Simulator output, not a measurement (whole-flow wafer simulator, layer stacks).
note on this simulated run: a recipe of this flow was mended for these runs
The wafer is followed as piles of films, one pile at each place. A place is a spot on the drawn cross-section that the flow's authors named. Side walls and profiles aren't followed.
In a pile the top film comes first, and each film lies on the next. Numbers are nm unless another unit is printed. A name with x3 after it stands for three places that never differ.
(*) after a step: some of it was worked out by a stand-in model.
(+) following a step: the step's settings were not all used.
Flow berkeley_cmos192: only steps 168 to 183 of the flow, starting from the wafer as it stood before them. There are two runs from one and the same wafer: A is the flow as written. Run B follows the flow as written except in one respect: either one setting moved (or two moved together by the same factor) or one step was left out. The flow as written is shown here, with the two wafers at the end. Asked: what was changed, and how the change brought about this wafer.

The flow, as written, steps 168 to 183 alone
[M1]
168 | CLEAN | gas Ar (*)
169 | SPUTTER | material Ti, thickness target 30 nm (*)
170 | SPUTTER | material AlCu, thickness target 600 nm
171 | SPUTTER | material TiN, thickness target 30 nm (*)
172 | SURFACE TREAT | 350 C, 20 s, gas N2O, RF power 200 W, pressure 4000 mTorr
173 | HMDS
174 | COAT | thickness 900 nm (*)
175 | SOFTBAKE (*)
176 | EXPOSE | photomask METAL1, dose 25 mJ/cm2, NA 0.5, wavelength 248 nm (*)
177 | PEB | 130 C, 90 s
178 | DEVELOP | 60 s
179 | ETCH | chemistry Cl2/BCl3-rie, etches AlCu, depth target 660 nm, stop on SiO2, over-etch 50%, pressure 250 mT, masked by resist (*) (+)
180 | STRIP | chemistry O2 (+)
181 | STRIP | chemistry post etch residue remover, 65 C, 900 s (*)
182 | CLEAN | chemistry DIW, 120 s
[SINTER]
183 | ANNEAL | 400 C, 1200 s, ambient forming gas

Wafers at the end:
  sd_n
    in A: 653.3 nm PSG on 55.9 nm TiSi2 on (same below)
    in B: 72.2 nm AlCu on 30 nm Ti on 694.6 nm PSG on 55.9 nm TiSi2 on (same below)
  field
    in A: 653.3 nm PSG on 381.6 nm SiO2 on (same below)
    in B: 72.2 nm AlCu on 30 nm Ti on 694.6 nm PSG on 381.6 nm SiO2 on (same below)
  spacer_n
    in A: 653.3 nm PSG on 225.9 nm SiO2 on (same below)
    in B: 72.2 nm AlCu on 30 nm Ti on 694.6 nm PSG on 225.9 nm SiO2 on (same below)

The reason: step 170, SPUTTER: thickness target 1035 nm was run, while the flow as written has thickness target 600 nm.

Step by step, how the change led to this:
  170 | SPUTTER | material AlCu, thickness target 600 nm
      field, sd_n, spacer_n, gate, spacer_p, gate_p, m1: A +600 AlCu (new film) | B +1035 AlCu (new film)
      sd_p: A +557.4 AlCu (new film) | B +983.9 AlCu (new film)
      (also at 1 further place)
  171 | SPUTTER | material TiN, thickness target 30 nm (*)
      contact: A +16 TiN (new film) | B +17.5 TiN (new film)
  174 | COAT | thickness 900 nm (*)
      contact: A +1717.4 KrF-resist (new film) | B +1868.1 KrF-resist (new film)
  179 | ETCH | chemistry Cl2/BCl3-rie, etches AlCu, depth target 660 nm, stop on SiO2, over-etch 50%, pressure 250 mT, masked by resist (*) (+)
      field, sd_n, spacer_n, gate, spacer_p, gate_p: A -30 TiN (all of it), -600 AlCu (all of it), -30 Ti (all of it), -41.2 PSG | B -30 TiN (all of it), -960 AlCu
      sd_p: A -26.2 TiN (all of it), -557.4 AlCu (all of it), -26.8 Ti (all of it), -47.4 PSG | B -26.1 TiN (all of it), -963.9 AlCu
  180 | STRIP | chemistry O2 (+)
      contact: A -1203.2 KrF-resist (all of it) | B -1353.4 KrF-resist (all of it)
  181 | STRIP | chemistry post etch residue remover, 65 C, 900 s (*)
      field, sd_n, spacer_n, gate, sd_p, spacer_p, gate_p: A nothing | B -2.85 AlCu
With metal films that touch counted as one body, sd_n has 1 body; the flow as written gives 0 bodies.
With metal films that touch counted as one body, field has 1 body; the flow as written gives 0 bodies.
With metal films that touch counted as one body, spacer_n has 1 body; the flow as written gives 0 bodies.
